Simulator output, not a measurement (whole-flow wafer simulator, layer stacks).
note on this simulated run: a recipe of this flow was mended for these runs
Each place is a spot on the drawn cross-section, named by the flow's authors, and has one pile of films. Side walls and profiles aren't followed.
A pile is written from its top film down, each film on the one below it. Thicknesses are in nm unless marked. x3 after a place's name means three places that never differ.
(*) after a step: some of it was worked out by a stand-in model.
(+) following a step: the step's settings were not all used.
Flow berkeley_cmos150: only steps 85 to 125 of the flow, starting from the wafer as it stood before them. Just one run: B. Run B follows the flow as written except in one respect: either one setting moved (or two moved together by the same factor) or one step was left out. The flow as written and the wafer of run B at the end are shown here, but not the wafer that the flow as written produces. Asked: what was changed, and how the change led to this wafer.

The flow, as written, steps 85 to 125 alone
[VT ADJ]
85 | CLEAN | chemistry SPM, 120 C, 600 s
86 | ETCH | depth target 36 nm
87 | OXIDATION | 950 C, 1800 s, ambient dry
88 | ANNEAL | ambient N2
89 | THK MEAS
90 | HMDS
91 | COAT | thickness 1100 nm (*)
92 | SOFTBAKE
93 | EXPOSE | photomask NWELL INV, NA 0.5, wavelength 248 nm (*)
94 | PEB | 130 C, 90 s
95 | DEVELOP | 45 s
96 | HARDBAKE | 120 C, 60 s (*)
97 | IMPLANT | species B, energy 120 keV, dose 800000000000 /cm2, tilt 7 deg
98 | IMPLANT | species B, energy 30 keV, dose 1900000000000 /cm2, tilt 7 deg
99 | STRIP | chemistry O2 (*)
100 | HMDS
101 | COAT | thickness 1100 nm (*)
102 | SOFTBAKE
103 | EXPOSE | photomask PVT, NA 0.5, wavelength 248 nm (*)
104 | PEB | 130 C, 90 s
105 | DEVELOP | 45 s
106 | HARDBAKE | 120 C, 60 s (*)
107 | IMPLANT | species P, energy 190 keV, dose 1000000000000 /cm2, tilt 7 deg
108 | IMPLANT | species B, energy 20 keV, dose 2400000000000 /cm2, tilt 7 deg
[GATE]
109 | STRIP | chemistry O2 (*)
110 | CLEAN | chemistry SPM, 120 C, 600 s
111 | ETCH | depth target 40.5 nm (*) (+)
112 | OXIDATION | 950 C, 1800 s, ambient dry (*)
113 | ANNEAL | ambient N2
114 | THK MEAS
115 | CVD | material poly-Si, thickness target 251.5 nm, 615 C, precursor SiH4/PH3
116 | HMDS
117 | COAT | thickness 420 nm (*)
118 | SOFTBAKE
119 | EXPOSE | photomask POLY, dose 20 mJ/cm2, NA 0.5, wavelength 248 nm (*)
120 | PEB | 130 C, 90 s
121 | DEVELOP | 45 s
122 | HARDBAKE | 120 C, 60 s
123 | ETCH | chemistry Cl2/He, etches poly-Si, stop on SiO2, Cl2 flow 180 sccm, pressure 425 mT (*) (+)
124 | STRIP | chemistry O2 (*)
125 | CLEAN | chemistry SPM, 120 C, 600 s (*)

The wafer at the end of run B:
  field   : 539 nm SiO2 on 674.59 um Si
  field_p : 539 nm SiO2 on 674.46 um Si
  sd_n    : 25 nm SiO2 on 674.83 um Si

What caused this: step 111, ETCH: depth target 25.92 nm was run, whereas the flow has depth target 40.5 nm.

The path from the change to this, step by step:
  111 | ETCH | depth target 40.5 nm (*) (+)
      sd_n: SiO2 loses 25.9 (as written it would have been: SiO2 loses 40.4 (all of it))
      field, field_p: SiO2 loses 25.9 (as written it would have been: SiO2 loses 40.5)
  112 | OXIDATION | 950 C, 1800 s, ambient dry (*)
      sd_n: SiO2 gains 13.7, Si loses 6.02 (as written it would have been: SiO2 gains 20.4 (new film), Si loses 8.98)
  124 | STRIP | chemistry O2 (*)
      gate_n: chemical SiO2 gains 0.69 (new film), KrF-resist loses 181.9 (all of it), poly-Si loses 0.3 (as written it would have been: chemical SiO2 gains 0.69 (new film), KrF-resist loses 176.1 (all of it), poly-Si loses 0.3)
